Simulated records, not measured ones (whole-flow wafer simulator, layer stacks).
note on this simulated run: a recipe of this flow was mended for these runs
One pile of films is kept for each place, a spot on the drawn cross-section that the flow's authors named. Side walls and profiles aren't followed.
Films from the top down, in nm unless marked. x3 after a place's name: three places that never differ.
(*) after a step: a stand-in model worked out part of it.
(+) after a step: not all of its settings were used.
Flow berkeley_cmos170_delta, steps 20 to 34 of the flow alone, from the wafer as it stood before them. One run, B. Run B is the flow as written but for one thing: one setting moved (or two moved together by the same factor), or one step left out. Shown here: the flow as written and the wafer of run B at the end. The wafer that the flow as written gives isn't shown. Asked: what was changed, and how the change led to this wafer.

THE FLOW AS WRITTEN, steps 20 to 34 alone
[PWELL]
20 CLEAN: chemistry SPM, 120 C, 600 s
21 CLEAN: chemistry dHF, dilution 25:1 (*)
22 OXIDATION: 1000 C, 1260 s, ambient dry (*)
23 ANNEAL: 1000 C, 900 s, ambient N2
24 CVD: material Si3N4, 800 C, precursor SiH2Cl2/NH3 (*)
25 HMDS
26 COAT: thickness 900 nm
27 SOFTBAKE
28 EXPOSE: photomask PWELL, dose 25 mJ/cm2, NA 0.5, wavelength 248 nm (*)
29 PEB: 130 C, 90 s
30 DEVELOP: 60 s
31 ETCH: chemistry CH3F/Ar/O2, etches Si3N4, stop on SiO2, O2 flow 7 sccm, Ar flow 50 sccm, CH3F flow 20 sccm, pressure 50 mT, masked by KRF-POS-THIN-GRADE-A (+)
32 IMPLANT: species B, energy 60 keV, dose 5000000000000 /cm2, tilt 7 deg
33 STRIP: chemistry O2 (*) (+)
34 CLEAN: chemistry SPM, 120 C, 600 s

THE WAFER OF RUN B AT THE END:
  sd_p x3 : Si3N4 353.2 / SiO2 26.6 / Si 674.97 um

The cause: step 24, CVD: 832 C was run, where the flow has 800 C.

How the change led to this, step by step:
  24 CVD: material Si3N4, 800 C, precursor SiH2Cl2/NH3 (*)
      field x6, sd_p x3: Si3N4 +353.2 (new film) (as written it would be: Si3N4 +243.8 (new film))
  31 ETCH: chemistry CH3F/Ar/O2, etches Si3N4, stop on SiO2, O2 flow 7 sccm, Ar flow 50 sccm, CH3F flow 20 sccm, pressure 50 mT, masked by KRF-POS-THIN-GRADE-A (+)
      field x6: Si3N4 -353.2 (all of it), SiO2 -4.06 (as written it would be: Si3N4 -243.8 (all of it), SiO2 -4.06)
      sd_p x3: KrF-resist -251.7 (as written it would be: KrF-resist -178.8)
  33 STRIP: chemistry O2 (*) (+)
      sd_p x3: KrF-resist -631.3 (all of it) (as written it would be: KrF-resist -704.3 (all of it))
